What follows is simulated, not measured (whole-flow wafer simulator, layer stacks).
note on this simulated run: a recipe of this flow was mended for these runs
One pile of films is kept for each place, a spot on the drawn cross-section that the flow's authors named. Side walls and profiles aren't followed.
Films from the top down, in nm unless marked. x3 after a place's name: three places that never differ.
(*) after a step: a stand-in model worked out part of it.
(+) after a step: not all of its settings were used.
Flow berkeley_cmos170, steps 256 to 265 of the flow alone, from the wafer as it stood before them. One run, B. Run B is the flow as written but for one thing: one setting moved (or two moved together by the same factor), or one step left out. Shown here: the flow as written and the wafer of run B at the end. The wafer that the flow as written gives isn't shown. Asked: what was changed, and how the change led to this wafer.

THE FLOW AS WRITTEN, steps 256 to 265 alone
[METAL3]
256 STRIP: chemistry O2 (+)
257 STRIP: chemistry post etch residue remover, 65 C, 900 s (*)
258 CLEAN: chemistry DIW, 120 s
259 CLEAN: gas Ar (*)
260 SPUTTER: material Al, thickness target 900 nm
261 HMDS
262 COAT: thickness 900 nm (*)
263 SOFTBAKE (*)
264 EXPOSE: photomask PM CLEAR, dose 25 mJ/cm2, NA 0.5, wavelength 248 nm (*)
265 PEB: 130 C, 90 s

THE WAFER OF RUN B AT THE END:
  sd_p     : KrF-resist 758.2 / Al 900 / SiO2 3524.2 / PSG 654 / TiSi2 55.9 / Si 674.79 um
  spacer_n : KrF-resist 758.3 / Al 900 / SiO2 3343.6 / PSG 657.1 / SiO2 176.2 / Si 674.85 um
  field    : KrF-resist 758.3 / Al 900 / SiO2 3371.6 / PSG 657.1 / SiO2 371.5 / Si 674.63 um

The cause: step 262, COAT: thickness 760 nm was run, where the flow has thickness 900 nm.

How the change led to this, step by step:
  262 COAT: thickness 900 nm (*)
      field, mark: KrF-resist +760 (new film) (as written it would be: KrF-resist +900 (new film))
      spacer_n, gate_n: KrF-resist +759.9 (new film) (as written it would be: KrF-resist +899.9 (new film))
      (and at 9 more places)
  265 PEB: 130 C, 90 s
      via2: KrF-resist -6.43 (as written it would be: KrF-resist -7.55)
